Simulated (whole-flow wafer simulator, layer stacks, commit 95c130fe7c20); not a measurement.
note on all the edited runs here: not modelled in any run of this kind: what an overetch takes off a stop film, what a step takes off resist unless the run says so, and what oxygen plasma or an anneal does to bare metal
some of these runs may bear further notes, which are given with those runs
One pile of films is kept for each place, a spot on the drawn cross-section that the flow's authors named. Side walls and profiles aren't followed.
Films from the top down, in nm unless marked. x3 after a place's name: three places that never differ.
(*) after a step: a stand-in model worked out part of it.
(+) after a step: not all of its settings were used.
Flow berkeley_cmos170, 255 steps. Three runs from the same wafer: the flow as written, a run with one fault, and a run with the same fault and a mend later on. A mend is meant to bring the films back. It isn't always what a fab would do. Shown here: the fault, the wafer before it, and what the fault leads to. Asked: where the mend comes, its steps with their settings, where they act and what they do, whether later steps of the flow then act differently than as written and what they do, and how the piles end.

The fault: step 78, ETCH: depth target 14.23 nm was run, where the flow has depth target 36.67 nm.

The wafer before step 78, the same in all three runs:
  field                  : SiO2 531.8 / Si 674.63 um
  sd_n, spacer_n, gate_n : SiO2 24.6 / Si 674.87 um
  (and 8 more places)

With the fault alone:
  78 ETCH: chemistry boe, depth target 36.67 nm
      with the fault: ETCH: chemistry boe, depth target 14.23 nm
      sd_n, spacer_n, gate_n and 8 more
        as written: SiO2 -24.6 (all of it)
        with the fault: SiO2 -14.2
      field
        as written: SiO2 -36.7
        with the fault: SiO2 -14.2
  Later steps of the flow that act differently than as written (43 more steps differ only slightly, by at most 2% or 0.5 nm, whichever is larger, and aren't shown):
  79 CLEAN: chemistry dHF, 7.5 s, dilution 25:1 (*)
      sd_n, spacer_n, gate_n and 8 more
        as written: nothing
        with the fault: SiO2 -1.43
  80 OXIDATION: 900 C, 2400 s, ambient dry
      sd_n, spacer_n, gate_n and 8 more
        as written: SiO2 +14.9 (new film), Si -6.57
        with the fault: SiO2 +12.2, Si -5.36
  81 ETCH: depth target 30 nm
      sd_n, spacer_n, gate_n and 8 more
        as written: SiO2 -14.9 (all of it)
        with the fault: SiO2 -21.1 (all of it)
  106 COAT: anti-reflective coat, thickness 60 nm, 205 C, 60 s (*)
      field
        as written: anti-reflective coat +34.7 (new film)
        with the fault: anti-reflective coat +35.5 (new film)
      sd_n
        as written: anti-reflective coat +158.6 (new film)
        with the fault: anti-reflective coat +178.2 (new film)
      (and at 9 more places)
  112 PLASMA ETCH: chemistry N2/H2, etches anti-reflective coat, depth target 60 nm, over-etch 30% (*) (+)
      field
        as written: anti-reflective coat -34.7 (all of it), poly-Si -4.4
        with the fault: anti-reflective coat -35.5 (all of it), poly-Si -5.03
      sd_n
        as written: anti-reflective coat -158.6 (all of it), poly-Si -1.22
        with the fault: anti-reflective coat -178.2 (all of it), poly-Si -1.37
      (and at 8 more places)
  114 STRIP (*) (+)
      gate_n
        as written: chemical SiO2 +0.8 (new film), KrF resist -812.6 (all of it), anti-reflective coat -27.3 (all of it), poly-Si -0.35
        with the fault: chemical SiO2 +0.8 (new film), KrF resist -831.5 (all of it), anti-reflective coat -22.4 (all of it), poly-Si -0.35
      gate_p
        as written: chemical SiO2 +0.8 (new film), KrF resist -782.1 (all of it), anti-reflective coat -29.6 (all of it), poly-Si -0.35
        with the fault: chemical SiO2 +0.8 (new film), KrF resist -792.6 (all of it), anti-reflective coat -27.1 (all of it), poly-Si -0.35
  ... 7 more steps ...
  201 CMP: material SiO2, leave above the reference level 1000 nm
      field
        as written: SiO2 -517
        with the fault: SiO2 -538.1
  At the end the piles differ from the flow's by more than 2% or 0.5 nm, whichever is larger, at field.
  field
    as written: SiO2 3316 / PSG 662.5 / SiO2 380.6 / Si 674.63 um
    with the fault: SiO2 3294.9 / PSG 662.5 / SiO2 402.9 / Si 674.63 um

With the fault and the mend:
  The mend comes after step 78.
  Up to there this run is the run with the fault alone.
  78a ETCH: chemistry boe, depth target 22.44 nm (the flow's step 78 once more, with other settings)
      spacer_n, gate_n, spacer_p and 6 more
        SiO2 -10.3 (all of it)
      sd_n, sd_p
        SiO2 -10.4 (all of it)
      field
        SiO2 -22.4
  No later step of the flow acts differently than as written, at any place that is followed, by more than 2% or 0.5 nm, whichever is larger.
  At the end the piles are the same as the flow's at every place that both follow.
